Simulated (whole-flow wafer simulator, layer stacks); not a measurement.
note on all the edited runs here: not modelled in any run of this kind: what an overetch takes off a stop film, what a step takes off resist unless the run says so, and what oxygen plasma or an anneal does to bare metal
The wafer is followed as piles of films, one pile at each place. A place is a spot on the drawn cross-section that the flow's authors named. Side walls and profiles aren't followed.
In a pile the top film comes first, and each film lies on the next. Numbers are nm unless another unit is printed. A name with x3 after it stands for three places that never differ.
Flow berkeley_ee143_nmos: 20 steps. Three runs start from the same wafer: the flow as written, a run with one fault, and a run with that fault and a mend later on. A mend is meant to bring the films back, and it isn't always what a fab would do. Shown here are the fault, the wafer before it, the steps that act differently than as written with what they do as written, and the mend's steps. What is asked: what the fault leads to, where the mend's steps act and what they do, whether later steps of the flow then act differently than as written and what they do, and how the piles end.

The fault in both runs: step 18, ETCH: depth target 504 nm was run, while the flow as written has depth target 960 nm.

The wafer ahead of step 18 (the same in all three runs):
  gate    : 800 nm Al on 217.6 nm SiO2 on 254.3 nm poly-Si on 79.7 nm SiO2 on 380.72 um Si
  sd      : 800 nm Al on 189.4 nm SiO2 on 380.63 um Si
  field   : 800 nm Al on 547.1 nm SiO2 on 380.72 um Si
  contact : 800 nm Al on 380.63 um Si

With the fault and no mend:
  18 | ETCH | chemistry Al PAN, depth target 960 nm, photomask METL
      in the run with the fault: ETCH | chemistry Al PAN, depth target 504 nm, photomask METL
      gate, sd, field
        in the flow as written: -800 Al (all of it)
        in the run with the fault: -504 Al
  None of the later steps of the flow acts differently than as written at any place that is followed.
  The piles end different from the flow's at gate, sd, field by more than 2% or 0.5 nm, whichever is larger.
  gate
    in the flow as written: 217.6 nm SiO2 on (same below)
    in the run with the fault: 296 nm Al on 217.6 nm SiO2 on (same below)
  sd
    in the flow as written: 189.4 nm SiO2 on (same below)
    in the run with the fault: 296 nm Al on 189.4 nm SiO2 on (same below)
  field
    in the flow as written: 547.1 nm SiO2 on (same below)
    in the run with the fault: 296 nm Al on 547.1 nm SiO2 on (same below)

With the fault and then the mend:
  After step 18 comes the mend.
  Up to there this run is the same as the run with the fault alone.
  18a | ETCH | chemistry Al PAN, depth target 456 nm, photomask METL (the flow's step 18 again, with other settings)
      gate, sd, field
        -296 Al (all of it)
  None of the later steps of the flow acts differently than as written at any place that is followed.
  The piles end the same as the flow's at every place that both follow.
